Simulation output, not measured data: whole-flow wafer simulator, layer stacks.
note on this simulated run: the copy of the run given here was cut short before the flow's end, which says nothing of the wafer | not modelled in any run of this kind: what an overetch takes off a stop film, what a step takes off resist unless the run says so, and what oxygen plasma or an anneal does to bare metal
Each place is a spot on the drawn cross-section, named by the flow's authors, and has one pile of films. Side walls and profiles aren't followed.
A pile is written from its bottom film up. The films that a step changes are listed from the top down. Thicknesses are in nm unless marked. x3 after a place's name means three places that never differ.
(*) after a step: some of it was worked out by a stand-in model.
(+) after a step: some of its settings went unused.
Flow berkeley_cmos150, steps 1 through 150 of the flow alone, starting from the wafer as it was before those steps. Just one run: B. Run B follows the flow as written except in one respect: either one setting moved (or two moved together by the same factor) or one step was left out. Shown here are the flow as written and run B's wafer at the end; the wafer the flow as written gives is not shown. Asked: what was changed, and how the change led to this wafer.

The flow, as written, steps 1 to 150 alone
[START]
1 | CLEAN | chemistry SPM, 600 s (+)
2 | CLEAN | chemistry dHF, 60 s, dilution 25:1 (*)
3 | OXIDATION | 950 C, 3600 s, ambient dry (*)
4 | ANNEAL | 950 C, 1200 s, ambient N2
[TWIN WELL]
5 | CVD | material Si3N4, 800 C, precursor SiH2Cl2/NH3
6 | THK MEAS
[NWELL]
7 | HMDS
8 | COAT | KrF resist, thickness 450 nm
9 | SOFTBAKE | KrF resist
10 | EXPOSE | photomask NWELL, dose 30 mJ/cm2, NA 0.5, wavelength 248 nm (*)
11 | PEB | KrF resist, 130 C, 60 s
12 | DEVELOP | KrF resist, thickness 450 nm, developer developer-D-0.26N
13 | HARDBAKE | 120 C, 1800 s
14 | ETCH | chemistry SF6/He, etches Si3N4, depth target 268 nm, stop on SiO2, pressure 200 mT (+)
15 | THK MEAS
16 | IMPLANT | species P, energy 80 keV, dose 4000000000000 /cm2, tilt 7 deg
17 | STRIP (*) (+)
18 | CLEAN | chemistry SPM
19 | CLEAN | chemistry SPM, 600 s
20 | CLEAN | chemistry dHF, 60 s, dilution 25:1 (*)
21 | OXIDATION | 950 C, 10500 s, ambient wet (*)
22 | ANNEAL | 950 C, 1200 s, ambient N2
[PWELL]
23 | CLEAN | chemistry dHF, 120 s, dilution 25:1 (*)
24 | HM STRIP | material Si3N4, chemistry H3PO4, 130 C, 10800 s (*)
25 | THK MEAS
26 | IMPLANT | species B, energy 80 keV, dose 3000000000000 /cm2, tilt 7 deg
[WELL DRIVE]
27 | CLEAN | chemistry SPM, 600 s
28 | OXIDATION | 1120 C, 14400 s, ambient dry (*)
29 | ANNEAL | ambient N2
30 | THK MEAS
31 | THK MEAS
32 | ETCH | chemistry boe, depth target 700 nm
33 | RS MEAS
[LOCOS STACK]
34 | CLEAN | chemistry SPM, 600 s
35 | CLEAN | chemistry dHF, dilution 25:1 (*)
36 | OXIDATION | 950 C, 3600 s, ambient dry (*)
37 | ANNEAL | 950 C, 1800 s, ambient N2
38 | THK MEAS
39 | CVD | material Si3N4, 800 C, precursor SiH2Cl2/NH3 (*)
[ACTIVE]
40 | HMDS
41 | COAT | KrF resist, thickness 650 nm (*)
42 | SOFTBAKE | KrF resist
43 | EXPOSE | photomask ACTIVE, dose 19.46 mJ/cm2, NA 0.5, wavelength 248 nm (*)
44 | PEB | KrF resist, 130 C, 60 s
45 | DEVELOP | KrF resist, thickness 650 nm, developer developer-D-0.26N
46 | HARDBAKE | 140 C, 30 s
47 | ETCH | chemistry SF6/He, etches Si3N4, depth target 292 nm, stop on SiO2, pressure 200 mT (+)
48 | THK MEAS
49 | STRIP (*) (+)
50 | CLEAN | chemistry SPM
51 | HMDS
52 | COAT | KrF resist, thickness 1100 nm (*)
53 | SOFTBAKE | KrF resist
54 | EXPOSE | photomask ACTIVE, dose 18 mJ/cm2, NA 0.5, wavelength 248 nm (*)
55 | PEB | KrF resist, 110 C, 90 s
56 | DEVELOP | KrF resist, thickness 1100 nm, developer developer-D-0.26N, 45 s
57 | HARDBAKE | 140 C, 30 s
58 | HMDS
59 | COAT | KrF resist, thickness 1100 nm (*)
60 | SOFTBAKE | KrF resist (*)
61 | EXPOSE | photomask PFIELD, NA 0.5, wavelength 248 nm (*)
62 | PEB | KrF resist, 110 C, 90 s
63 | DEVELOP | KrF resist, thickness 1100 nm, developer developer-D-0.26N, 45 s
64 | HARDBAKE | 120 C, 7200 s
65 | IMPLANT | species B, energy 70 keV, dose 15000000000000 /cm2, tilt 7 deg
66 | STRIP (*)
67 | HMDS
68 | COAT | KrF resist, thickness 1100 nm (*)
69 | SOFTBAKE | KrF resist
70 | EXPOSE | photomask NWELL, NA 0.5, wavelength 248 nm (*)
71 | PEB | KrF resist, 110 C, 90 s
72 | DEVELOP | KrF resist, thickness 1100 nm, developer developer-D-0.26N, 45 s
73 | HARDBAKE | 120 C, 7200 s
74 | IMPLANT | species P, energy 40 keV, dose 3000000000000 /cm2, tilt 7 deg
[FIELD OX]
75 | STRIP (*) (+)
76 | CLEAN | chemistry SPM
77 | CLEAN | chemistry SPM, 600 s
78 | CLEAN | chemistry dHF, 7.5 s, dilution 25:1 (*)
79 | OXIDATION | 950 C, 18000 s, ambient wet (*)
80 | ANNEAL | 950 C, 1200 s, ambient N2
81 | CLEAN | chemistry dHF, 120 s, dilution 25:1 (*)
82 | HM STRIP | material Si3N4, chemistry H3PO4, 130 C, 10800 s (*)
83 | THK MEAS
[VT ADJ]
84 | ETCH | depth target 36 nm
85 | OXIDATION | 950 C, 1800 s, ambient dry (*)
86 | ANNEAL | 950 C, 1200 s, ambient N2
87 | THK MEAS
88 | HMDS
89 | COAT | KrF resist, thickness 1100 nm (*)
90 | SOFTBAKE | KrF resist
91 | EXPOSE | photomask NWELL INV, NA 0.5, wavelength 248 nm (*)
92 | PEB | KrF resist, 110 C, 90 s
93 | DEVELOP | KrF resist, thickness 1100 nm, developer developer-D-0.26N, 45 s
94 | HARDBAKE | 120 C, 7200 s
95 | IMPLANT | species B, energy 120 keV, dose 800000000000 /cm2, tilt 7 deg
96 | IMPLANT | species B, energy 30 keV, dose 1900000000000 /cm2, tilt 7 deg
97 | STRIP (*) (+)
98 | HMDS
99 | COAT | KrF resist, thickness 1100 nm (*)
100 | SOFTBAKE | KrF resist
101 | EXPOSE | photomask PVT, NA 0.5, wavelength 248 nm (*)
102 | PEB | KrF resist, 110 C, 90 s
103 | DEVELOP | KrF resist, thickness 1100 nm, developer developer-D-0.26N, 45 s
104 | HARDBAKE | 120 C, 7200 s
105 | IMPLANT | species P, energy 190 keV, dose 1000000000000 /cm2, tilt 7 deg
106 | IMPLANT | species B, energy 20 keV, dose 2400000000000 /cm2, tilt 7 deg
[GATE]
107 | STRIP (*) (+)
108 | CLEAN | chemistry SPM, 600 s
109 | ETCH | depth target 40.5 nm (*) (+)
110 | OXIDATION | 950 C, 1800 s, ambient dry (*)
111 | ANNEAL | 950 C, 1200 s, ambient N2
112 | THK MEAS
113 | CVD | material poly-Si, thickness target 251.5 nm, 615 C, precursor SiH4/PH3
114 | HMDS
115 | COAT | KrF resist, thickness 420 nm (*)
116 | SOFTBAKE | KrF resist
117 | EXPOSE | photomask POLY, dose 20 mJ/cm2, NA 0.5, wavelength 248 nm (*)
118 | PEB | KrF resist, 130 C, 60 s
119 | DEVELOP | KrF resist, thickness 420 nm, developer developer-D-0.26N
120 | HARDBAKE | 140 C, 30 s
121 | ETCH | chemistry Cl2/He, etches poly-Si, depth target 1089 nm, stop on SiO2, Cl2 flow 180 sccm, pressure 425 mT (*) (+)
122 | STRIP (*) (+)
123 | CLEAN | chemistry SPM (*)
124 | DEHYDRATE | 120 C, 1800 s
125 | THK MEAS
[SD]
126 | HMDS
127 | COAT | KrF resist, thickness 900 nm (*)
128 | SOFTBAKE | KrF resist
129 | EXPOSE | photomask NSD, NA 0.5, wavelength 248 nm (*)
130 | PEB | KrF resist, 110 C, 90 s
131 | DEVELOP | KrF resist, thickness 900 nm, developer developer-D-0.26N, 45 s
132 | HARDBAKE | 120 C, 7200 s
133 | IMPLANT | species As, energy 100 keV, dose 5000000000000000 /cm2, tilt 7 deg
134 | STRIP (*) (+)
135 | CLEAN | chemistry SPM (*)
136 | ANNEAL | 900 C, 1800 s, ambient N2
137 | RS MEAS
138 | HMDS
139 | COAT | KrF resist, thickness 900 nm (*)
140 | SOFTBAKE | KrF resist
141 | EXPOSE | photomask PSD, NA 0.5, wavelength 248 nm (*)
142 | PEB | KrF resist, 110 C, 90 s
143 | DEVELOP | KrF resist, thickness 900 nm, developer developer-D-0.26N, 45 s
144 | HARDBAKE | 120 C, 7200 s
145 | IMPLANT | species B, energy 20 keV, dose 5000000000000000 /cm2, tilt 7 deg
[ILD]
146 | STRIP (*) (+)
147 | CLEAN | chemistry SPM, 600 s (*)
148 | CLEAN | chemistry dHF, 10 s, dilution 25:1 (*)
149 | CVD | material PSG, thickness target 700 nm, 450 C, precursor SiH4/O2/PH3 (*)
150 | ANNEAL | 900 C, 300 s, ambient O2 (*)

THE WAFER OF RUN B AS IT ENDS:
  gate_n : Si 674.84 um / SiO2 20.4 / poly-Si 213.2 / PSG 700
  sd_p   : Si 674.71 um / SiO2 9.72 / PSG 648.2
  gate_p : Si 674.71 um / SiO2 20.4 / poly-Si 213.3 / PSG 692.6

The reason: step 113, CVD: thickness target 213.8 nm was run, while the flow as written has thickness target 251.5 nm.

How this came from the change, step by step:
  113 | CVD | material poly-Si, thickness target 251.5 nm, 615 C, precursor SiH4/PH3
      field, field_p, sd_n, gate_n, sd_p, gate_p, contact, m1: +213.8 poly-Si (new film) (in the flow as written it would be: +251.5 poly-Si (new film))
  121 | ETCH | chemistry Cl2/He, etches poly-Si, depth target 1089 nm, stop on SiO2, Cl2 flow 180 sccm, pressure 425 mT (*) (+)
      field, field_p, sd_n, sd_p, contact, m1: -213.8 poly-Si (all of it), -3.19 SiO2 (in the flow as written it would be: -251.5 poly-Si (all of it), -3.19 SiO2)
      gate_n, gate_p: -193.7 KrF resist (in the flow as written it would be: -220.6 KrF resist)
  122 | STRIP (*) (+)
      gate_n: +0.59 chemical SiO2 (new film), -195.8 KrF resist (all of it), -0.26 poly-Si (in the flow as written it would be: +0.57 chemical SiO2 (new film), -169.8 KrF resist (all of it), -0.25 poly-Si)
      gate_p: +0.59 chemical SiO2 (new film), -232.1 KrF resist (all of it), -0.26 poly-Si (in the flow as written it would be: +0.57 chemical SiO2 (new film), -206.4 KrF resist (all of it), -0.25 poly-Si)
  127 | COAT | KrF resist, thickness 900 nm (*)
      gate_n: +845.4 KrF resist (new film) (in the flow as written it would be: +819.9 KrF resist (new film))
      gate_p: +915 KrF resist (new film) (in the flow as written it would be: +888.9 KrF resist (new film))
  131 | DEVELOP | KrF resist, thickness 900 nm, developer developer-D-0.26N, 45 s
      gate_n: -839.6 KrF resist (all of it) (in the flow as written it would be: -814.3 KrF resist (all of it))
  134 | STRIP (*) (+)
      gate_p: -881 KrF resist (all of it), +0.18 chemical SiO2 (in the flow as written it would be: -855.5 KrF resist (all of it), +0.18 chemical SiO2)
  139 | COAT | KrF resist, thickness 900 nm (*)
      gate_n: +845.2 KrF resist (new film) (in the flow as written it would be: +819.8 KrF resist (new film))
      gate_p: +914.9 KrF resist (new film) (in the flow as written it would be: +888.9 KrF resist (new film))
  143 | DEVELOP | KrF resist, thickness 900 nm, developer developer-D-0.26N, 45 s
      gate_p: -908.6 KrF resist (all of it) (in the flow as written it would be: -882.7 KrF resist (all of it))
  146 | STRIP (*) (+)
      gate_n: -812.9 KrF resist (all of it), +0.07 chemical SiO2, -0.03 poly-Si (in the flow as written it would be: -788 KrF resist (all of it), +0.07 chemical SiO2, -0.03 poly-Si)
